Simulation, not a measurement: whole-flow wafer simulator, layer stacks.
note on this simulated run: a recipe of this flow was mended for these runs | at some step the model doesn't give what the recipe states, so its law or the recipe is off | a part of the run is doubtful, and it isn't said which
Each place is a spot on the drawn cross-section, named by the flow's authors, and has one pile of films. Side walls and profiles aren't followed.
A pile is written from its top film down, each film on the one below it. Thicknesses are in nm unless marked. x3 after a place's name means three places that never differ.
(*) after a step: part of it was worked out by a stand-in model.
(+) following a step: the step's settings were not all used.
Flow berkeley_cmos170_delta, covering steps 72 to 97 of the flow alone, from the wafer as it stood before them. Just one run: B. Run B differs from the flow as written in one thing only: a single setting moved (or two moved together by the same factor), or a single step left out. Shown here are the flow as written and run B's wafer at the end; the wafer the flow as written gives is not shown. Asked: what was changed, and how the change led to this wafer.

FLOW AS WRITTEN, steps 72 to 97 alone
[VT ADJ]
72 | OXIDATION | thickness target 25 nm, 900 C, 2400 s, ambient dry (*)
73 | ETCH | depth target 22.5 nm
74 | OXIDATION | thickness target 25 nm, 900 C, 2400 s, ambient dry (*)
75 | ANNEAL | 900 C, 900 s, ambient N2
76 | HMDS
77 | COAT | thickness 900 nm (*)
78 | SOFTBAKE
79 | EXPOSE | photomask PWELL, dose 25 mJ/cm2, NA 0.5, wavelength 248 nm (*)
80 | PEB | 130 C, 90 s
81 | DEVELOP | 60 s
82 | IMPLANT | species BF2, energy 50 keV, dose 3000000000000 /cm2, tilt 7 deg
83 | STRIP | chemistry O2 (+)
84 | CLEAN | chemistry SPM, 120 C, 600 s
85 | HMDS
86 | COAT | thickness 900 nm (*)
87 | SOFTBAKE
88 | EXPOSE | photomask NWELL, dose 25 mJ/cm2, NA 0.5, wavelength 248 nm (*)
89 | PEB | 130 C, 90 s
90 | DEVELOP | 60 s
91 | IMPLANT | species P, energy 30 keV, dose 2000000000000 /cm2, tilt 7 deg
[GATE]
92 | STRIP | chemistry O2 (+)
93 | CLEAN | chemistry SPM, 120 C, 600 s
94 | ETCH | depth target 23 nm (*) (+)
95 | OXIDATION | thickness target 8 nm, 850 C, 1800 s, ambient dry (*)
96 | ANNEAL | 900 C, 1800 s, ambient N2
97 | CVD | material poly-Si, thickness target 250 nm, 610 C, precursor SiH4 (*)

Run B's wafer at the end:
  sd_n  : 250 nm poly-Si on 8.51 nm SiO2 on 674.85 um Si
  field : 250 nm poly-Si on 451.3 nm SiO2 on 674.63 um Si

Cause: step 74, OXIDATION: thickness target 60 nm was run, though the flow has thickness target 25 nm; step 74, OXIDATION: 5760 s was run, where the flow has 2400 s.

The path from the change to this, step by step:
  74 | OXIDATION | thickness target 25 nm, 900 C, 2400 s, ambient dry (*)
      sd_n, spacer_n, gate, sd_p, spacer_p, gate_p, contact, m1: SiO2 gains 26 (new film), Si loses 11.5 (as written it would have been: SiO2 gains 14.9 (new film), Si loses 6.57)
      field: SiO2 gains 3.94, Si loses 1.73 (as written it would have been: SiO2 gains 1.64, Si loses 0.72)
  94 | ETCH | depth target 23 nm (*) (+)
      sd_n, spacer_n, gate, sd_p, spacer_p, gate_p, contact, m1: SiO2 loses 23 (as written it would have been: SiO2 loses 14.9 (all of it))
  95 | OXIDATION | thickness target 8 nm, 850 C, 1800 s, ambient dry (*)
      sd_n, spacer_n, gate, sd_p, spacer_p, gate_p, contact, m1: SiO2 gains 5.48, Si loses 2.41 (as written it would have been: SiO2 gains 7.48 (new film), Si loses 3.29)
